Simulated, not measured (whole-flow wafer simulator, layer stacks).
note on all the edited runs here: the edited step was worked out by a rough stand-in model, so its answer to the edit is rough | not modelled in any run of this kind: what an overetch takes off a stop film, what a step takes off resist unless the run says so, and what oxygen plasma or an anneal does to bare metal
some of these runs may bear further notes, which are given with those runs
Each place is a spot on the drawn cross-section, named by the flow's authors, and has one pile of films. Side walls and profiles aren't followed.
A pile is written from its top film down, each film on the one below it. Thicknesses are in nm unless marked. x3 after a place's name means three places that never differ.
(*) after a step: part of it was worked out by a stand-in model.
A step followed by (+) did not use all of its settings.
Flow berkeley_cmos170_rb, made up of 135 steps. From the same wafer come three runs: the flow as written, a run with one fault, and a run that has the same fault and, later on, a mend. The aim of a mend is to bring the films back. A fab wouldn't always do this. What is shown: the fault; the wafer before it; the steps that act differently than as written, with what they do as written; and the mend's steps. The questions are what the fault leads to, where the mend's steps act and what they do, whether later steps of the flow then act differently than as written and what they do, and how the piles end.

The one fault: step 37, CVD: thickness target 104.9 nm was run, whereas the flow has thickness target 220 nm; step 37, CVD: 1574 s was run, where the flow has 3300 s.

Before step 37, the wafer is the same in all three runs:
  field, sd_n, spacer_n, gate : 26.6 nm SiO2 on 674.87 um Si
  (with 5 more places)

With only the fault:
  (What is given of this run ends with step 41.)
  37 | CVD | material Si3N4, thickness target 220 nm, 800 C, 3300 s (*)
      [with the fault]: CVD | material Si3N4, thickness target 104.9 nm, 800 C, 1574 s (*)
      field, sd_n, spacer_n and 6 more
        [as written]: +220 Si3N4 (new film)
        [with the fault]: +104.9 Si3N4 (new film)
  None of the later steps of the flow up to step 41 acts differently than as written at any place that is followed.
  Once step 41 is done, the piles at field, sd_n, spacer_n and 6 more depart from the flow's by more than 2% or 0.5 nm, whichever is larger.
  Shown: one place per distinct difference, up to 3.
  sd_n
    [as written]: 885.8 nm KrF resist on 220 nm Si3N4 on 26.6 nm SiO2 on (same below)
    [with the fault]: 885.8 nm KrF resist on 104.9 nm Si3N4 on 26.6 nm SiO2 on (same below)
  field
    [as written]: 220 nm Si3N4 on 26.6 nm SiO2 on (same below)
    [with the fault]: 104.9 nm Si3N4 on 26.6 nm SiO2 on (same below)

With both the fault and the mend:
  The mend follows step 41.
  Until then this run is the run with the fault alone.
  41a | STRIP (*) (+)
      sd_n, spacer_n, gate, sd_p, spacer_p, gate_p, contact, m1
        -885.8 KrF resist (all of it)
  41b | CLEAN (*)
      alters no film at any place that is followed
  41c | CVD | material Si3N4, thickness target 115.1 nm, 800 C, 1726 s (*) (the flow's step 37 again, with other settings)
      field, sd_n, spacer_n and 6 more
        +115.1 Si3N4
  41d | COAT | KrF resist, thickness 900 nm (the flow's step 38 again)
      field, sd_n, spacer_n and 6 more
        +900 KrF resist (new film)
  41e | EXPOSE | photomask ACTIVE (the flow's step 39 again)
      alters no film at any place that is followed
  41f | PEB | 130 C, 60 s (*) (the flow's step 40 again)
      alters no film at any place that is followed
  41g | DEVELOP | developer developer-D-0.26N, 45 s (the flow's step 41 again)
      sd_n, spacer_n, gate, sd_p, spacer_p, gate_p, contact, m1
        -14.2 KrF resist
      field
        -900 KrF resist (all of it)
  None of the later steps of the flow acts differently than as written at any place that is followed.
  The piles end the same as the flow's at every place that both follow.
